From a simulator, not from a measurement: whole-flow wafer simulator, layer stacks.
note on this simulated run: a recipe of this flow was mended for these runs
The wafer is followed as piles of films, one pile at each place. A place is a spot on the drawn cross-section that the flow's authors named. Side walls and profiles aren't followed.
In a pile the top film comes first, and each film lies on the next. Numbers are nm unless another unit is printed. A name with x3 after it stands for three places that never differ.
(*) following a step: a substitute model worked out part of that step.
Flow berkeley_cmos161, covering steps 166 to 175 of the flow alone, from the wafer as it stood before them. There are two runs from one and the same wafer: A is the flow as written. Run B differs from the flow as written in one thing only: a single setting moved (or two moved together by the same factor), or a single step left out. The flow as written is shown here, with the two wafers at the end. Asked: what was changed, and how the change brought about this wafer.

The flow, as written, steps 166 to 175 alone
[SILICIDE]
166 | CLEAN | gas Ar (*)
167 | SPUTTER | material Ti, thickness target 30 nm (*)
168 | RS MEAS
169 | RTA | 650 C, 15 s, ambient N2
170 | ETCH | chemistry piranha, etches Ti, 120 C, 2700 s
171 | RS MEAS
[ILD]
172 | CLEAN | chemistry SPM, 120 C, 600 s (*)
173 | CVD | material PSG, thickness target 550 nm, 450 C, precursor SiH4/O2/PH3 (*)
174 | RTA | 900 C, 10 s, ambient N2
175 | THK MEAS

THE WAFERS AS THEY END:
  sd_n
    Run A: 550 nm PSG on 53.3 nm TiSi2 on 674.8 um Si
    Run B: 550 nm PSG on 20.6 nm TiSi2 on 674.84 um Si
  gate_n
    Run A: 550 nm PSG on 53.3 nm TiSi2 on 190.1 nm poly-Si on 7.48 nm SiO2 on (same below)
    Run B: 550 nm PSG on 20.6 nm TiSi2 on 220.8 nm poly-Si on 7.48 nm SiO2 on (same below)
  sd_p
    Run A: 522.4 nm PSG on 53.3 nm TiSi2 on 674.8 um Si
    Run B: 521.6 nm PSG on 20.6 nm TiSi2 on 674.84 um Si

What caused this: step 167, SPUTTER: thickness target 12 nm was run, while the flow as written has thickness target 30 nm.

Step by step, how the change led to this:
  167 | SPUTTER | material Ti, thickness target 30 nm (*)
      field, sd_n, spacer_n, gate_n, sd_p, spacer_p, gate_p, contact x2: A Ti gains 30 (new film) | B Ti gains 12 (new film)
  169 | RTA | 650 C, 15 s, ambient N2
      sd_n, sd_p, contact x2: A Ti loses 23.4, TiSi first gains 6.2 (new film), TiSi2 C49 gains 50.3 (new film), Si loses 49 | B Ti loses 9.36, TiSi2 C49 gains 23.8 (new film), Si loses 21.2
      gate_n, gate_p: A Ti loses 23.4, TiSi first gains 6.2 (new film), TiSi2 C49 gains 50.3 (new film), poly-Si loses 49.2 | B Ti loses 9.36, TiSi2 C49 gains 23.8 (new film), poly-Si loses 21.3
  170 | ETCH | chemistry piranha, etches Ti, 120 C, 2700 s
      sd_n, gate_n, sd_p, gate_p, contact x2: A Ti loses 6.6 (all of it), TiSi first loses 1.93 | B Ti loses 2.64 (all of it), TiSi2 C49 loses 1.93
      field, spacer_n, spacer_p: A Ti loses 30 (all of it) | B Ti loses 12 (all of it)
  174 | RTA | 900 C, 10 s, ambient N2
      sd_n, sd_p, contact x2: A under 1 film: TiSi2 gains 53.3 (new film), TiSi first loses 4.27 (all of it), TiSi2 C49 loses 50.3 (all of it), Si loses 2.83 | B under 1 film: TiSi2 gains 20.6 (new film), TiSi2 C49 loses 21.9 (all of it)
      gate_n, gate_p: A under 1 film: TiSi2 gains 53.3 (new film), TiSi first loses 4.27 (all of it), TiSi2 C49 loses 50.3 (all of it), poly-Si loses 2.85 | B under 1 film: TiSi2 gains 20.6 (new film), TiSi2 C49 loses 21.9 (all of it)
